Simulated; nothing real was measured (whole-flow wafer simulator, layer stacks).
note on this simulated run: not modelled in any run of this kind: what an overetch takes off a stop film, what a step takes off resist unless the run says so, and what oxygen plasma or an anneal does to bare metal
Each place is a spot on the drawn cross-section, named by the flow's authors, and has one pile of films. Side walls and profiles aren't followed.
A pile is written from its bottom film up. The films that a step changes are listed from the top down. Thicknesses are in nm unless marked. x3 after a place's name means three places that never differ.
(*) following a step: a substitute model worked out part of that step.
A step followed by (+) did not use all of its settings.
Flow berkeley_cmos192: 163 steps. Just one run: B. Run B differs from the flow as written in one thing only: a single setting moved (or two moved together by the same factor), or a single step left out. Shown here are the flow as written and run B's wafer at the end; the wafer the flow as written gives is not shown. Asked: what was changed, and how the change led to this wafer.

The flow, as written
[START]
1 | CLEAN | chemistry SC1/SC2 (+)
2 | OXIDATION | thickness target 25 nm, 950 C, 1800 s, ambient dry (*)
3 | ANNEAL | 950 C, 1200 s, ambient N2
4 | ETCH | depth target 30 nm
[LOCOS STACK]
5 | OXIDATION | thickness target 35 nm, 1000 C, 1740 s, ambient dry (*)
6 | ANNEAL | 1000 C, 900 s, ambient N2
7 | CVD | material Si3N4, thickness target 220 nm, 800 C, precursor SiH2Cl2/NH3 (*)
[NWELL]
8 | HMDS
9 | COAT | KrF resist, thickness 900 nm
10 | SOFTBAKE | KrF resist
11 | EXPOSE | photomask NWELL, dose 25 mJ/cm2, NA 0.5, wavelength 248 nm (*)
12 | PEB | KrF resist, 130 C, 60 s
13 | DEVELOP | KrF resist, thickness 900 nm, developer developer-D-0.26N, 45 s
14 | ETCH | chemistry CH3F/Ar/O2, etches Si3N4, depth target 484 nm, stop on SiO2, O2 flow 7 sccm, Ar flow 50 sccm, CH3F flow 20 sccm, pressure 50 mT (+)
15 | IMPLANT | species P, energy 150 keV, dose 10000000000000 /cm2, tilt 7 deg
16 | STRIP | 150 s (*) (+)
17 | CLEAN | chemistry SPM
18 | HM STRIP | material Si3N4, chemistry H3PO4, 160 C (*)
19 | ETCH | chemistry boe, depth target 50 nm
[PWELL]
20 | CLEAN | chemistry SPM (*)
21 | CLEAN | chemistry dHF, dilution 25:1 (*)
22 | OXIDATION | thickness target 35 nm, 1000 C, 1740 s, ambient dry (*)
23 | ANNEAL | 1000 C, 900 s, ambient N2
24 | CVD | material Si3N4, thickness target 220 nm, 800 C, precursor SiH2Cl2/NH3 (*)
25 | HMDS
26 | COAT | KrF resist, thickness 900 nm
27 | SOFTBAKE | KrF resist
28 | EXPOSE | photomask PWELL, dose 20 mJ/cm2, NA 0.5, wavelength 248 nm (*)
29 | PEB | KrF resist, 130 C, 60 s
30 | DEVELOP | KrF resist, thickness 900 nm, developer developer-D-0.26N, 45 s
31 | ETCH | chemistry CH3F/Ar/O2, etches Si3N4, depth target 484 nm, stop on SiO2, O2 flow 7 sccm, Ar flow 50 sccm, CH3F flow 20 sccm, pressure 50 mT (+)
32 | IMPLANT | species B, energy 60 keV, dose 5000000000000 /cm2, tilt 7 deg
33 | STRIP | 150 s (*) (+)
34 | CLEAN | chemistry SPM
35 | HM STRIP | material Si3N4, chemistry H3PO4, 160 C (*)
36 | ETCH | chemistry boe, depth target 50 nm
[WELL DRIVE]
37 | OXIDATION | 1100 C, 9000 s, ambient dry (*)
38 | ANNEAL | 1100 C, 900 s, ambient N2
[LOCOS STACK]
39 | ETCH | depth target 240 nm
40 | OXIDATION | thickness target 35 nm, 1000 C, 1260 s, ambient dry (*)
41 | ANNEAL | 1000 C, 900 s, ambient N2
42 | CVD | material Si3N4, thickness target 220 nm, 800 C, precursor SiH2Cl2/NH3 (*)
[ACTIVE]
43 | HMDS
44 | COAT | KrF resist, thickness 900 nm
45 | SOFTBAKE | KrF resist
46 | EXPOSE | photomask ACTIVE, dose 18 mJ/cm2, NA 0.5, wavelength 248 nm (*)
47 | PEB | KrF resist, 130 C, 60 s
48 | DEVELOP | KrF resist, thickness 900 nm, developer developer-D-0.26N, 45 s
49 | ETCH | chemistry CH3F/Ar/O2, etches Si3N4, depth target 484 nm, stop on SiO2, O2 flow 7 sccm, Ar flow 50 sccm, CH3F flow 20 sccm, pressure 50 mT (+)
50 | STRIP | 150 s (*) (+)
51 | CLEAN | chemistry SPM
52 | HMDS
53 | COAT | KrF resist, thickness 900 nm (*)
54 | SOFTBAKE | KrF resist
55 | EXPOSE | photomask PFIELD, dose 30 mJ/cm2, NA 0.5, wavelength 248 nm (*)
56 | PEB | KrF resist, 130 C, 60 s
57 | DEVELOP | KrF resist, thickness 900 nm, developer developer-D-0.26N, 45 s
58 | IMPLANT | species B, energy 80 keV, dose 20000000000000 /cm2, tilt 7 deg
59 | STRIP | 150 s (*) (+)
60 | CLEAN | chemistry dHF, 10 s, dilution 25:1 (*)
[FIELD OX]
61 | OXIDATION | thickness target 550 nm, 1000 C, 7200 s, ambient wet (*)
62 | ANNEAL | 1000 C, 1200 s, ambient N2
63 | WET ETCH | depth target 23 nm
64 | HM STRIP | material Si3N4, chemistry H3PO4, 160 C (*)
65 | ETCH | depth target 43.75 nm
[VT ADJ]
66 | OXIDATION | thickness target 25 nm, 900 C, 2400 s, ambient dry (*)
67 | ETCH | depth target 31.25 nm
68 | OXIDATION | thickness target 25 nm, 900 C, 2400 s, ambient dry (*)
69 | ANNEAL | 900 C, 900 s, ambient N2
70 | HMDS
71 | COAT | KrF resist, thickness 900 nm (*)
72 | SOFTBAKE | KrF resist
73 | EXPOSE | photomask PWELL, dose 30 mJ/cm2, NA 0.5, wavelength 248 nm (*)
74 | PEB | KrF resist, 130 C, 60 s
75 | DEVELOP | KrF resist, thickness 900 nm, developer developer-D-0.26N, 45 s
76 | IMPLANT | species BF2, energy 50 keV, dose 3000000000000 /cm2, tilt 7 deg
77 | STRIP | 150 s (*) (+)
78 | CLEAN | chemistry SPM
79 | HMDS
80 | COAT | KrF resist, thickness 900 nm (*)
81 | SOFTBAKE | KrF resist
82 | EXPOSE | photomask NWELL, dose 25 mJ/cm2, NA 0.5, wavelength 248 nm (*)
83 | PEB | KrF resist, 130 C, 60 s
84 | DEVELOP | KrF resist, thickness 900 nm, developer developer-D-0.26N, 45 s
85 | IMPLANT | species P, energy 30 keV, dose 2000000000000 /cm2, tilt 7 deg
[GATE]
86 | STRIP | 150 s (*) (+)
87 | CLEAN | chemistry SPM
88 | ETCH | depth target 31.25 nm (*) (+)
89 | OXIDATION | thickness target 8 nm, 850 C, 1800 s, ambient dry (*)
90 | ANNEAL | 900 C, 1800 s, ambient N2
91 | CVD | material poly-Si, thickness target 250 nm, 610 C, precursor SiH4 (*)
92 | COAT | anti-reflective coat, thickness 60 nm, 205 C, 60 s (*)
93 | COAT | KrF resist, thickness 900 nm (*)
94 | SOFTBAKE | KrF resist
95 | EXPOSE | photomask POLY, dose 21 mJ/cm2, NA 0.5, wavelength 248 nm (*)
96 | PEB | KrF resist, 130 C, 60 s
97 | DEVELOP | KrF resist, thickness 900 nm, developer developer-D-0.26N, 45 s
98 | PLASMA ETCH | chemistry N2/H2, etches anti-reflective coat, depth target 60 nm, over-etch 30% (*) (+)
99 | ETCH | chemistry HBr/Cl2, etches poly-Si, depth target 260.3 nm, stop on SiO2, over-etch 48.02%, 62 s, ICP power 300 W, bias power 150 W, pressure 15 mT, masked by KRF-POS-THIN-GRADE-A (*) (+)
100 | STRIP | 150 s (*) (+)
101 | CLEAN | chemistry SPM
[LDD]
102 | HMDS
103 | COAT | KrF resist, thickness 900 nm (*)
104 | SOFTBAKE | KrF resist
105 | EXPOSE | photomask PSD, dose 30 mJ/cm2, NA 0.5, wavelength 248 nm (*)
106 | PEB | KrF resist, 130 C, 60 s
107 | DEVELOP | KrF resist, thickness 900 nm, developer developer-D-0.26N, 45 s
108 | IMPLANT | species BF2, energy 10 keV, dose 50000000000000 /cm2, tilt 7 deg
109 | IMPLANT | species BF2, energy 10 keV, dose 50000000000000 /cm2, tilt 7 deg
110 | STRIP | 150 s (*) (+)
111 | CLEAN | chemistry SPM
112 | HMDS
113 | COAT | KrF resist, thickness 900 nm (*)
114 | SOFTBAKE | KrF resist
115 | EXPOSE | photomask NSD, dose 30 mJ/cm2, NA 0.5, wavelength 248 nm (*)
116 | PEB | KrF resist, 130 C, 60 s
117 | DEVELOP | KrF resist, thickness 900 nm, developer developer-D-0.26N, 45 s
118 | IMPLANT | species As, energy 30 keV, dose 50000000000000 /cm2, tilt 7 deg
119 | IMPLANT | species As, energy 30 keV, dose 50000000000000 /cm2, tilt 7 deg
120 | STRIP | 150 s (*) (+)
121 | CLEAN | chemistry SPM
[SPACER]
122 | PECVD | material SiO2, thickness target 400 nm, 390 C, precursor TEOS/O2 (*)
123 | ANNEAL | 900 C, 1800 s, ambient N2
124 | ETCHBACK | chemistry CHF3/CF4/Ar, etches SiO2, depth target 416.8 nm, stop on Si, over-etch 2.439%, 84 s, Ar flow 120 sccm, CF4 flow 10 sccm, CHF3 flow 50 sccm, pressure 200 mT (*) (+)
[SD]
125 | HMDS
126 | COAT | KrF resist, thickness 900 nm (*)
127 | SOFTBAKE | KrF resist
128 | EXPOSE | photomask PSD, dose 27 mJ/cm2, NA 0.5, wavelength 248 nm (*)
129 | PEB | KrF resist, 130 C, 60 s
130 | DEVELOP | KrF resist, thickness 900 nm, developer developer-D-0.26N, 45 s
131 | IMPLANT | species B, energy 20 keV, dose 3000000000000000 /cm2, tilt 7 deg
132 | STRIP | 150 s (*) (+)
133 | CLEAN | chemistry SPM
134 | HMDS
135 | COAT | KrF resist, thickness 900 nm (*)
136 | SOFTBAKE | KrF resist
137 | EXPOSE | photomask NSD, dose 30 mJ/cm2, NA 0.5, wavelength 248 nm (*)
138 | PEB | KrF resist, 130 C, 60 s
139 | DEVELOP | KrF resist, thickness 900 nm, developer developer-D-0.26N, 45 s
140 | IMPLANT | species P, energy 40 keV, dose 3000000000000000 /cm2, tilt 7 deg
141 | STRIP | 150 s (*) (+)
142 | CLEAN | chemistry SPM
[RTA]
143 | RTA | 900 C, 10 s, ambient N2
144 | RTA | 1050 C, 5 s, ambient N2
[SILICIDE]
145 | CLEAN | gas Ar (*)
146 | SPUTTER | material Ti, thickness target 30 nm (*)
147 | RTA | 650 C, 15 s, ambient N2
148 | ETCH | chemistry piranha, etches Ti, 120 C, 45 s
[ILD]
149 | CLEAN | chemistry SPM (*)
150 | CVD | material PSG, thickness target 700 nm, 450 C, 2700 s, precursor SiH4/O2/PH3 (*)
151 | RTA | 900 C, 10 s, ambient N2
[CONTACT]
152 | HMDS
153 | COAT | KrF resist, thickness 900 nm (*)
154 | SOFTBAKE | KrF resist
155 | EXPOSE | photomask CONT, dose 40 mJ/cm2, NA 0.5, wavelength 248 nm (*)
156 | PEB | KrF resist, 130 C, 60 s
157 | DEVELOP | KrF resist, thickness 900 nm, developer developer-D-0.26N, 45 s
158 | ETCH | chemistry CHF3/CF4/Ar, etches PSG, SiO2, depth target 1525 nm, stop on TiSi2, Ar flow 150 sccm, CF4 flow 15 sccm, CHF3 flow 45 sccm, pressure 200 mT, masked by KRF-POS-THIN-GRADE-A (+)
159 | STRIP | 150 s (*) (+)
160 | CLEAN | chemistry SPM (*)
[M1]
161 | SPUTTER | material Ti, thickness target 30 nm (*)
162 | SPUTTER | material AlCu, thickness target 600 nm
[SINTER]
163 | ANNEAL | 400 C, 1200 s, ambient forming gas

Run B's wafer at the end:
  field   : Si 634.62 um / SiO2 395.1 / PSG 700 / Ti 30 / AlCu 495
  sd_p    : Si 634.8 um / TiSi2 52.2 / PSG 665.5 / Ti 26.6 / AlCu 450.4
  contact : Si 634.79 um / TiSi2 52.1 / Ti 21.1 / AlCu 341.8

What caused this: step 162, SPUTTER: thickness target 495 nm was run, whereas the flow has thickness target 600 nm.
One can read it off the wafer: field has AlCu 495, and step 162 as written asks for 600 nm.

The path from the change to this, step by step:
  162 | SPUTTER | material AlCu, thickness target 600 nm
      field, sd_n, spacer_n, gate, spacer_p, gate_p, m1: +495 AlCu (new film) (in the flow as written it would be: +600 AlCu (new film))
      sd_p: +450.4 AlCu (new film) (in the flow as written it would be: +551.2 AlCu (new film))
      (and at 1 other place as well)
